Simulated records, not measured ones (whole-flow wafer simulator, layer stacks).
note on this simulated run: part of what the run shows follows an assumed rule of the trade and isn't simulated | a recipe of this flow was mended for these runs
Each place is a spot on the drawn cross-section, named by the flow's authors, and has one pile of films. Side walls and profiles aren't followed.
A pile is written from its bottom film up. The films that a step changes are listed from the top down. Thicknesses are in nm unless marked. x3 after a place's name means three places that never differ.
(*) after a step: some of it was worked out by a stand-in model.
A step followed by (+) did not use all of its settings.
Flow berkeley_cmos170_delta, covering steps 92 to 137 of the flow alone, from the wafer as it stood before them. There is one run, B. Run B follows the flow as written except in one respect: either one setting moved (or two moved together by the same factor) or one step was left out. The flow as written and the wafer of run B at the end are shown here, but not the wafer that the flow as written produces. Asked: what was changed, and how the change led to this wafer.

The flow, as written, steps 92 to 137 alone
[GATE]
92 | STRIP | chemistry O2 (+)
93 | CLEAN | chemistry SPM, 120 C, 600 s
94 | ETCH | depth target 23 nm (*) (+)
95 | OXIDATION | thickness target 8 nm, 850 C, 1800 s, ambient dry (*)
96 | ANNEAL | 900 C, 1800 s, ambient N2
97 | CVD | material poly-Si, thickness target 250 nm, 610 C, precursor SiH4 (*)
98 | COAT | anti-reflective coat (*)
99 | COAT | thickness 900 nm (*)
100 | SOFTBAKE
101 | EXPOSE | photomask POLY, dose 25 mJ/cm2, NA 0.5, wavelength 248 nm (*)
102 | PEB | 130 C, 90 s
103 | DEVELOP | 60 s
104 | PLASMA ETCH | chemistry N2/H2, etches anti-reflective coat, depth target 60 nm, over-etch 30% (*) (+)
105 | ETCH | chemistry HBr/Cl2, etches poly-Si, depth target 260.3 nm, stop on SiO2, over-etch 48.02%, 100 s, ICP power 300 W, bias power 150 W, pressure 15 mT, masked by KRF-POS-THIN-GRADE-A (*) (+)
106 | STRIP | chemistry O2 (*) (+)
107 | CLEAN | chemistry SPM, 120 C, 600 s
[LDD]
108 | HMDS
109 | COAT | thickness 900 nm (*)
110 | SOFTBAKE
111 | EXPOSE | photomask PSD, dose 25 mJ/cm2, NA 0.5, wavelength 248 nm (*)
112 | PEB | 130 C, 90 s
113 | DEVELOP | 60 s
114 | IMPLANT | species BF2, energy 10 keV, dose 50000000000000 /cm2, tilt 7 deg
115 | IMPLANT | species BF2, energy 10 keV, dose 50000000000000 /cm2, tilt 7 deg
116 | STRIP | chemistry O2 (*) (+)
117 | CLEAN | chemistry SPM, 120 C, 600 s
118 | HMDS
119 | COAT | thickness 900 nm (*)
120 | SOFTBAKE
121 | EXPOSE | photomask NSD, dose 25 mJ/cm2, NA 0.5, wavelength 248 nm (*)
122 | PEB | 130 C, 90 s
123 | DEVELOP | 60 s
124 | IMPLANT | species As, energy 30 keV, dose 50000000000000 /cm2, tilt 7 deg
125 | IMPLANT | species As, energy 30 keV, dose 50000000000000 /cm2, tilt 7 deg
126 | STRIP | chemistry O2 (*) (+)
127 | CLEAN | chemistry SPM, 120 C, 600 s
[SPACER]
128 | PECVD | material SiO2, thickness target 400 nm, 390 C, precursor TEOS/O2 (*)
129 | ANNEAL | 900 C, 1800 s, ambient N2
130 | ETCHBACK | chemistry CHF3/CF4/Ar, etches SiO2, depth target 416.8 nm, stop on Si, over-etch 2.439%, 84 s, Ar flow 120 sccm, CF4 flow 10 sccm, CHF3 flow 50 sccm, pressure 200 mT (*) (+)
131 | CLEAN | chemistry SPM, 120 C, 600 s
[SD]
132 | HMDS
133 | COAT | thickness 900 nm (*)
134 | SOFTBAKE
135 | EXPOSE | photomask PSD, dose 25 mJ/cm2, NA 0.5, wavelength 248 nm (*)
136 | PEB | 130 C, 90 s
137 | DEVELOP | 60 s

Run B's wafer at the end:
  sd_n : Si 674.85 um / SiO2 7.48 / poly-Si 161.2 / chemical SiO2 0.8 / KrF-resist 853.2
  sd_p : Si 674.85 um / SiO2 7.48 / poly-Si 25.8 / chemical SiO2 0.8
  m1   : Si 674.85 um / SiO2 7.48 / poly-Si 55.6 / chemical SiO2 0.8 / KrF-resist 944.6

The reason: step 104, PLASMA ETCH: chemistry N2/H2, etches anti-reflective coat, depth target 60 nm, over-etch 30% (*) (+), was omitted.

How this came from the change, step by step:
  105 | ETCH | chemistry HBr/Cl2, etches poly-Si, depth target 260.3 nm, stop on SiO2, over-etch 48.02%, 100 s, ICP power 300 W, bias power 150 W, pressure 15 mT, masked by KRF-POS-THIN-GRADE-A (*) (+)
      field: anti-reflective coat loses 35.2 (all of it), poly-Si loses 250 (all of it), SiO2 loses 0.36 (as written it would have been: poly-Si loses 245.4 (all of it), SiO2 loses 1.77)
      sd_n: anti-reflective coat loses 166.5 (all of it), poly-Si loses 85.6 (as written it would have been: poly-Si loses 248.7 (all of it), SiO2 loses 1.52)
      (as well as at 5 more places)
  106 | STRIP | chemistry O2 (*) (+)
      sd_n, sd_p, m1: chemical SiO2 gains 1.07 (new film), poly-Si loses 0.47 (as written it would have been: nothing)
      gate: chemical SiO2 gains 0.82 (new film), KrF-resist loses 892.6 (all of it), anti-reflective coat loses 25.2 (all of it), poly-Si loses 0.36 (as written it would have been: chemical SiO2 gains 0.77 (new film), KrF-resist loses 704.7 (all of it), anti-reflective coat loses 25.2 (all of it), poly-Si loses 0.34)
      (as well as at 1 more place)
  109 | COAT | thickness 900 nm (*)
      field: KrF-resist gains 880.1 (new film) (as written it would have been: KrF-resist gains 845.9 (new film))
      sd_n: KrF-resist gains 876.4 (new film) (as written it would have been: KrF-resist gains 1014.6 (new film))
      (as well as at 5 more places)
  113 | DEVELOP | 60 s
      gate_p: KrF-resist loses 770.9 (all of it) (as written it would have been: KrF-resist loses 752.9 (all of it))
  116 | STRIP | chemistry O2 (*) (+)
      sd_n: KrF-resist loses 859.5 (all of it), chemical SiO2 gains 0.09, poly-Si loses 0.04 (as written it would have been: KrF-resist loses 997.3 (all of it))
      m1: KrF-resist loses 955.9 (all of it), chemical SiO2 gains 0.09 (as written it would have been: KrF-resist loses 996.5 (all of it))
      (as well as at 4 more places)
  119 | COAT | thickness 900 nm (*)
      field: KrF-resist gains 880 (new film) (as written it would have been: KrF-resist gains 845.5 (new film))
      sd_n: KrF-resist gains 876.3 (new film) (as written it would have been: KrF-resist gains 1014.5 (new film))
      (as well as at 5 more places)
  123 | DEVELOP | 60 s
      sd_n: KrF-resist loses 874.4 (all of it) (as written it would have been: KrF-resist loses 1012.2 (all of it))
      spacer_n: KrF-resist loses 1068.5 (all of it) (as written it would have been: KrF-resist loses 1005.8 (all of it))
      (as well as at 3 more places)
  126 | STRIP | chemistry O2 (*) (+)
      gate_p: KrF-resist loses 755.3 (all of it), chemical SiO2 gains 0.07, poly-Si loses 0.03 (as written it would have been: KrF-resist loses 737.1 (all of it), chemical SiO2 gains 0.07)
      field: KrF-resist loses 863.1 (all of it) (as written it would have been: KrF-resist loses 828.7 (all of it))
  128 | PECVD | material SiO2, thickness target 400 nm, 390 C, precursor TEOS/O2 (*)
      sd_n, m1: SiO2 gains 400 (new film) (as written it would have been: SiO2 gains 400)
      sd_p: SiO2 gains 386.1 (new film) (as written it would have been: SiO2 gains 383.7)
      (as well as at 1 more place)
  130 | ETCHBACK | chemistry CHF3/CF4/Ar, etches SiO2, depth target 416.8 nm, stop on Si, over-etch 2.439%, 84 s, Ar flow 120 sccm, CF4 flow 10 sccm, CHF3 flow 50 sccm, pressure 200 mT (*) (+)
      sd_n: SiO2 loses 400 (all of it), chemical SiO2 loses 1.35 (all of it), poly-Si loses 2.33 (as written it would have been: SiO2 loses 406 (all of it), Si loses 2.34)
      sd_p: SiO2 loses 386.1 (all of it), chemical SiO2 loses 1.35 (all of it), poly-Si loses 3.6 (as written it would have been: SiO2 loses 389.5 (all of it), Si loses 2.34)
      (as well as at 3 more places)
  133 | COAT | thickness 900 nm (*)
      field: KrF-resist gains 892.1 (new film) (as written it would have been: KrF-resist gains 861.2 (new film))
      sd_n: KrF-resist gains 870.1 (new film) (as written it would have been: KrF-resist gains 1013.7 (new film))
      (as well as at 6 more places)
  137 | DEVELOP | 60 s
      spacer_p: KrF-resist loses 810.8 (all of it) (as written it would have been: KrF-resist loses 792.3 (all of it))
      gate_p: KrF-resist loses 789.9 (all of it) (as written it would have been: KrF-resist loses 771.7 (all of it))
